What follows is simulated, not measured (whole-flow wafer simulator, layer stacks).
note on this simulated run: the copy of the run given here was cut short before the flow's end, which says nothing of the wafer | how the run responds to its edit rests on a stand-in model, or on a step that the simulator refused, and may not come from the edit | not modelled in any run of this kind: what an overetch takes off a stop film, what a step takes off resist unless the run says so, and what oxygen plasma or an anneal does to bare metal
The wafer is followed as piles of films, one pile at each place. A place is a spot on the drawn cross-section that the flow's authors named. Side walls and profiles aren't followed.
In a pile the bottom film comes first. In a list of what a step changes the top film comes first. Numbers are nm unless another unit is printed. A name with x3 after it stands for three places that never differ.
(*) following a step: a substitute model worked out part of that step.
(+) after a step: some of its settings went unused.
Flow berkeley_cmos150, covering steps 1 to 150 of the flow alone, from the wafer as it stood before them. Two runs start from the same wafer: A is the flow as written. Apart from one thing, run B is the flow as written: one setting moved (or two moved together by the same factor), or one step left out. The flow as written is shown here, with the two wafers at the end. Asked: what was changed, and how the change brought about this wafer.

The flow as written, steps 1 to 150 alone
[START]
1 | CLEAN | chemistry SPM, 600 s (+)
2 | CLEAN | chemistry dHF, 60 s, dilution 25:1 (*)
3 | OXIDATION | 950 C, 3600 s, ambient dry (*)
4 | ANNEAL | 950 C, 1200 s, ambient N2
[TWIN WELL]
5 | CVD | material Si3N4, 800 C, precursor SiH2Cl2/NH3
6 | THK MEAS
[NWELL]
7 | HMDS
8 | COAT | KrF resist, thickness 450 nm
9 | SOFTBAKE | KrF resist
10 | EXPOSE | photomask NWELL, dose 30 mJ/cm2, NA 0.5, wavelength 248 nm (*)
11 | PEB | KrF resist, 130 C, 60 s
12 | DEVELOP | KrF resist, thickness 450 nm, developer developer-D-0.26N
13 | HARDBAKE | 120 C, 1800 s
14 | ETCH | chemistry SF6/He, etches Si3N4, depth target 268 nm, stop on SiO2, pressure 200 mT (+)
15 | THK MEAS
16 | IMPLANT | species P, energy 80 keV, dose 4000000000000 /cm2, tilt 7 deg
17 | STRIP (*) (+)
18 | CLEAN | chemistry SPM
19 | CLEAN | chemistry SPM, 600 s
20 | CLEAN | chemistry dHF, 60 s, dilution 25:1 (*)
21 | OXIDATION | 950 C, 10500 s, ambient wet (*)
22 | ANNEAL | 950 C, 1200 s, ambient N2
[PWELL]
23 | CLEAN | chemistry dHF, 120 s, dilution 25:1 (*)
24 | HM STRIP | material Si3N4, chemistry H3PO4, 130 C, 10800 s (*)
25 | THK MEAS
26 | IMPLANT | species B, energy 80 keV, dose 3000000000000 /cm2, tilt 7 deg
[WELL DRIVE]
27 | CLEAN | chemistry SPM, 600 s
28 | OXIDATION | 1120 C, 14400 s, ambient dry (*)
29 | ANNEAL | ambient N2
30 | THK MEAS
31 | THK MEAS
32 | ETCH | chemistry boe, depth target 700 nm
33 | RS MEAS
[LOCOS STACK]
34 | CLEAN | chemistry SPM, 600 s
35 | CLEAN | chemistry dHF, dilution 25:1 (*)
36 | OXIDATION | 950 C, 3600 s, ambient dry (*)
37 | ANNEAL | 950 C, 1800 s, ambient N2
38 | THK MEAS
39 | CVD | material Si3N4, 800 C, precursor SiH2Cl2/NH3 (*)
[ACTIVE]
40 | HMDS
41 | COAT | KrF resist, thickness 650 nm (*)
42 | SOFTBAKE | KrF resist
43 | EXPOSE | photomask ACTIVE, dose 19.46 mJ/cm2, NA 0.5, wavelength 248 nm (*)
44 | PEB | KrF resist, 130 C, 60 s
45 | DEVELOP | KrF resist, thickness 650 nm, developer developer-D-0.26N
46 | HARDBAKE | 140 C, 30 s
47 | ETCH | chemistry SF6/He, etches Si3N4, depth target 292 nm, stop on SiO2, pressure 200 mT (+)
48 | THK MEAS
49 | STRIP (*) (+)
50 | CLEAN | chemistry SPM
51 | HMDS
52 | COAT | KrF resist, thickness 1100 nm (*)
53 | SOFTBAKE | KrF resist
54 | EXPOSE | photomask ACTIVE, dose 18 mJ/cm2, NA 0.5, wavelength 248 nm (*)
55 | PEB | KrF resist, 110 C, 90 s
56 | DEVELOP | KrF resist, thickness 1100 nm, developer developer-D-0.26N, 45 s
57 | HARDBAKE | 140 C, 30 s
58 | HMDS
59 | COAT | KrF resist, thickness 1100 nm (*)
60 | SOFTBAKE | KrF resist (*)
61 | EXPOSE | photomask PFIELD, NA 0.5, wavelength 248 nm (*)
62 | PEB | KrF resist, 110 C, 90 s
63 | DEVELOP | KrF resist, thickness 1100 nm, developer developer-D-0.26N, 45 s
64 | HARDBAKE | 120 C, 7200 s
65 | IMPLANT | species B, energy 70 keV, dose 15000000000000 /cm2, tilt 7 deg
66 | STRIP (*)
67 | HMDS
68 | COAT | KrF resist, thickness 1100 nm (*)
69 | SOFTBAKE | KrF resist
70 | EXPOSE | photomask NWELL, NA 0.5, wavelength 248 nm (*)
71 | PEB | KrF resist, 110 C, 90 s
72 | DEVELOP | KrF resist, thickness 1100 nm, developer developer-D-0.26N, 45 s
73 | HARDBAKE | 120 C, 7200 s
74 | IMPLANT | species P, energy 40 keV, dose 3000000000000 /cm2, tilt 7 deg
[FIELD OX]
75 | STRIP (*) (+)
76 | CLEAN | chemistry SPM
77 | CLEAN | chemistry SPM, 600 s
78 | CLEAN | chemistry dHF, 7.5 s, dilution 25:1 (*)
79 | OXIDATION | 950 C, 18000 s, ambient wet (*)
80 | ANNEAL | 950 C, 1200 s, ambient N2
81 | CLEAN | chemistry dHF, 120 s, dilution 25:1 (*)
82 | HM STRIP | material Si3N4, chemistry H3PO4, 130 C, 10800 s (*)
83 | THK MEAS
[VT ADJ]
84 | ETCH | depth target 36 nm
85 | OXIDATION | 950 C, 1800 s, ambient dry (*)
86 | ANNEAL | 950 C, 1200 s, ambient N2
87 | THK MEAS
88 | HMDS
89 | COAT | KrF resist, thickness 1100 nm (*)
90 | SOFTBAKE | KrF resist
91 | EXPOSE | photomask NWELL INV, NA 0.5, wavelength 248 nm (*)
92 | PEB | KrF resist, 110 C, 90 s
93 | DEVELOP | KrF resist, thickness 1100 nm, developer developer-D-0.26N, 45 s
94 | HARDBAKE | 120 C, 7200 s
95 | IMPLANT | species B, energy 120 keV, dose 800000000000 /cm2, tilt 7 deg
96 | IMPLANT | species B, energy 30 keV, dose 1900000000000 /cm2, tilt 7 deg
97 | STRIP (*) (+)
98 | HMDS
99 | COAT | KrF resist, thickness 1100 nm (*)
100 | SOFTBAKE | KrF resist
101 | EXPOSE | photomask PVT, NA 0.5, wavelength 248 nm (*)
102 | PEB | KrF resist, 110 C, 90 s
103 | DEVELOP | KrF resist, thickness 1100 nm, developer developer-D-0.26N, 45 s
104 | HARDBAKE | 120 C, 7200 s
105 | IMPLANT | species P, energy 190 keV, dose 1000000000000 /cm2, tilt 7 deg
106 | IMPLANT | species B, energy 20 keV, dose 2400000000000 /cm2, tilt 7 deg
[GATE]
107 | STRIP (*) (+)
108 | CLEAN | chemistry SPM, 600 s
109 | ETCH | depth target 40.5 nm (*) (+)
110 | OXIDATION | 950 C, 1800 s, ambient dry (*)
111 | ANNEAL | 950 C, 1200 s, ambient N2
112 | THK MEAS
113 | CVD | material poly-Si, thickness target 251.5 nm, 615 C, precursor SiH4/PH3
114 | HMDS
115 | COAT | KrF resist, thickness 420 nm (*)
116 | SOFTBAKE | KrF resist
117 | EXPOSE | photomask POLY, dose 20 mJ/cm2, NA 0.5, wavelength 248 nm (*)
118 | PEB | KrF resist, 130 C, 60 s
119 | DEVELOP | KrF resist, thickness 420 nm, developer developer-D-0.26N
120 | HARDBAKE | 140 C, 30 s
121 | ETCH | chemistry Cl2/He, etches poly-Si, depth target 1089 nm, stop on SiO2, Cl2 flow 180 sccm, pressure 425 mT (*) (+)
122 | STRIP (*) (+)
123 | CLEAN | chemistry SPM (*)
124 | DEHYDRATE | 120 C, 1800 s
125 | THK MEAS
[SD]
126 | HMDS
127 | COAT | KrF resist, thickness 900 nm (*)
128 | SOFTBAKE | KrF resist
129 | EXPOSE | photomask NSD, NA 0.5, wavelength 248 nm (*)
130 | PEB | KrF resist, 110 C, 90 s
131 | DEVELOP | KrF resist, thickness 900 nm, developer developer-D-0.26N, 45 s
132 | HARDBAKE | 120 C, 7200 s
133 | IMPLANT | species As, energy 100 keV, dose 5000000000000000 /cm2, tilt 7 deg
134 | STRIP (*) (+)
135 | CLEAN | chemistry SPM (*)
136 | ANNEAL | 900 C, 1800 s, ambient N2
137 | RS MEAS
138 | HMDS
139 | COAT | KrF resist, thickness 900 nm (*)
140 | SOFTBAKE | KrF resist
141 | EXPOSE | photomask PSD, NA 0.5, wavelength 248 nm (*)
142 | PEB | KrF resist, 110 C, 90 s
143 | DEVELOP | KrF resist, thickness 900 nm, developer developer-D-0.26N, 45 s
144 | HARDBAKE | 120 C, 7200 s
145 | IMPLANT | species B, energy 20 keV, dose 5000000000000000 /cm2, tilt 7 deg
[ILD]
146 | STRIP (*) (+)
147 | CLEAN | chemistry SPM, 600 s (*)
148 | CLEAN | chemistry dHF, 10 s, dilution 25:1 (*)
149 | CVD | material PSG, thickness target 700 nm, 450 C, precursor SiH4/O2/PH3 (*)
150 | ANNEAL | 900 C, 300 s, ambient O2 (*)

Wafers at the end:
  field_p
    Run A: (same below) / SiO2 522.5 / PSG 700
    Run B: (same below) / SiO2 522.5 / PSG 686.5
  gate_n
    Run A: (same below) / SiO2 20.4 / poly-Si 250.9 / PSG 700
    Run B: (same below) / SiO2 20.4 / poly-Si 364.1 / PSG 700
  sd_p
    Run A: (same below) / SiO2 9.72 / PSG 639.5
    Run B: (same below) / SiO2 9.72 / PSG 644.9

The reason: step 113, CVD: thickness target 364.7 nm was run, though the flow has thickness target 251.5 nm.

The path from the change to this, step by step:
  113 | CVD | material poly-Si, thickness target 251.5 nm, 615 C, precursor SiH4/PH3
      field, field_p, sd_n, gate_n, sd_p, gate_p, contact, m1: A poly-Si gains 251.5 (new film) | B poly-Si gains 364.7 (new film)
  121 | ETCH | chemistry Cl2/He, etches poly-Si, depth target 1089 nm, stop on SiO2, Cl2 flow 180 sccm, pressure 425 mT (*) (+)
      field, field_p, sd_n, sd_p, contact, m1: A poly-Si loses 251.5 (all of it), SiO2 loses 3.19 | B poly-Si loses 364.7 (all of it), SiO2 loses 3.19
      gate_n, gate_p: A KrF resist loses 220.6 | B KrF resist loses 301.5
  122 | STRIP (*) (+)
      gate_n: A chemical SiO2 gains 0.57 (new film), KrF resist loses 169.8 (all of it), poly-Si loses 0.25 | B chemical SiO2 gains 0.64 (new film), KrF resist loses 89.2 (all of it), poly-Si loses 0.28
      gate_p: A chemical SiO2 gains 0.57 (new film), KrF resist loses 206.4 (all of it), poly-Si loses 0.25 | B chemical SiO2 gains 0.64 (new film), KrF resist loses 125.7 (all of it), poly-Si loses 0.28
  127 | COAT | KrF resist, thickness 900 nm (*)
      gate_n: A KrF resist gains 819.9 (new film) | B KrF resist gains 738.8 (new film)
      gate_p: A KrF resist gains 888.9 (new film) | B KrF resist gains 806.2 (new film)
  130 | PEB | KrF resist, 110 C, 90 s
      gate_n: A KrF resist loses 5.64 | B KrF resist loses 5.07
      gate_p: A KrF resist loses 6.13 | B KrF resist loses 5.54
  131 | DEVELOP | KrF resist, thickness 900 nm, developer developer-D-0.26N, 45 s
      gate_n: A KrF resist loses 814.3 (all of it) | B KrF resist loses 733.7 (all of it)
  132 | HARDBAKE | 120 C, 7200 s
      gate_p: A KrF resist loses 14 | B KrF resist loses 12.6
  134 | STRIP (*) (+)
      gate_p: A KrF resist loses 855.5 (all of it), chemical SiO2 gains 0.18 | B KrF resist loses 774.8 (all of it), chemical SiO2 gains 0.18
  139 | COAT | KrF resist, thickness 900 nm (*)
      gate_n: A KrF resist gains 819.8 (new film) | B KrF resist gains 738.6 (new film)
      gate_p: A KrF resist gains 888.9 (new film) | B KrF resist gains 806.1 (new film)
  142 | PEB | KrF resist, 110 C, 90 s
      gate_n: A KrF resist loses 5.64 | B KrF resist loses 5.07
      gate_p: A KrF resist loses 6.12 | B KrF resist loses 5.54
  143 | DEVELOP | KrF resist, thickness 900 nm, developer developer-D-0.26N, 45 s
      gate_p: A KrF resist loses 882.7 (all of it) | B KrF resist loses 800.6 (all of it)
  144 | HARDBAKE | 120 C, 7200 s
      gate_n: A KrF resist loses 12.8 | B KrF resist loses 11.4
  146 | STRIP (*) (+)
      gate_n: A KrF resist loses 788 (all of it), chemical SiO2 gains 0.07, poly-Si loses 0.03 | B KrF resist loses 708.8 (all of it), chemical SiO2 gains 0.07, poly-Si loses 0.03
